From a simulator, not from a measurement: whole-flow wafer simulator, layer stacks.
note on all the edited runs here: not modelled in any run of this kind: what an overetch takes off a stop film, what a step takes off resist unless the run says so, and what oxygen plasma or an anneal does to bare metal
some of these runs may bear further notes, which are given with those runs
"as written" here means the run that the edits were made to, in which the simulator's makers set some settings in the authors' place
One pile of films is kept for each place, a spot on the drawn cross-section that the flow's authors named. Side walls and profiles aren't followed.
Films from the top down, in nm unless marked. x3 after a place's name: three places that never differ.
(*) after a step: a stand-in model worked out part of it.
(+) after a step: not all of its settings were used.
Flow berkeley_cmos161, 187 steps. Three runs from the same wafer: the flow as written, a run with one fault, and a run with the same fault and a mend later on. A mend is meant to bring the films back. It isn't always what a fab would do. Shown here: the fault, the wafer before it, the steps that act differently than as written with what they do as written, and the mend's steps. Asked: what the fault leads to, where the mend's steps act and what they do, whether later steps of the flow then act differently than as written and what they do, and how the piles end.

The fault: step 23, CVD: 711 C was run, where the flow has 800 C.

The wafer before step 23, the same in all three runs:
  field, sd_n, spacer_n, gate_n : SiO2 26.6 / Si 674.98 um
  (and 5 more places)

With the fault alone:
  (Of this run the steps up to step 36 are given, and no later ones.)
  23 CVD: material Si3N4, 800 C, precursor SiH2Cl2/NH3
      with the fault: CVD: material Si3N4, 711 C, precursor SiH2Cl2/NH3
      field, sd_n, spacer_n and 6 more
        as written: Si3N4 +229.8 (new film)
        with the fault: Si3N4 +57.9 (new film)
  Later steps of the flow that act differently than as written (1 more step differs only slightly, by at most 2% or 0.5 nm, whichever is larger, and isn't shown):
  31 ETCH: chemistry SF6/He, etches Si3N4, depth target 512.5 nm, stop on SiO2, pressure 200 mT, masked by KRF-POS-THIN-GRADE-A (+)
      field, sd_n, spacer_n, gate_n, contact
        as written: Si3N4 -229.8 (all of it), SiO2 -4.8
        with the fault: Si3N4 -57.9 (all of it), SiO2 -4.8
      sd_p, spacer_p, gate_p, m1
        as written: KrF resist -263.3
        with the fault: KrF resist -76.5
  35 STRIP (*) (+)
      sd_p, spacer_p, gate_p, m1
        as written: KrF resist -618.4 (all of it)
        with the fault: KrF resist -805.1 (all of it)
  After step 36 the piles differ from the flow's by more than 2% or 0.5 nm, whichever is larger, at sd_p, spacer_p, gate_p, m1.
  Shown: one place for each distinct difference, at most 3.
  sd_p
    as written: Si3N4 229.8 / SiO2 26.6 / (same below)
    with the fault: Si3N4 57.9 / SiO2 26.6 / (same below)

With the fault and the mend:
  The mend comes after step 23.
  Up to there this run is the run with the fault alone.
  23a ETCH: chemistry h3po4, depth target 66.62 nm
      field, sd_n, spacer_n and 6 more
        Si3N4 -57.9 (all of it)
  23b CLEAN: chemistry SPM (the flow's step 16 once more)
      changes no film at any place that is followed
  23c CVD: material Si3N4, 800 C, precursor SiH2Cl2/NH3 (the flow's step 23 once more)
      field, sd_n, spacer_n and 6 more
        Si3N4 +229.8 (new film)
  No later step of the flow acts differently than as written at any place that is followed.
  At the end the piles are the same as the flow's at every place that both follow.
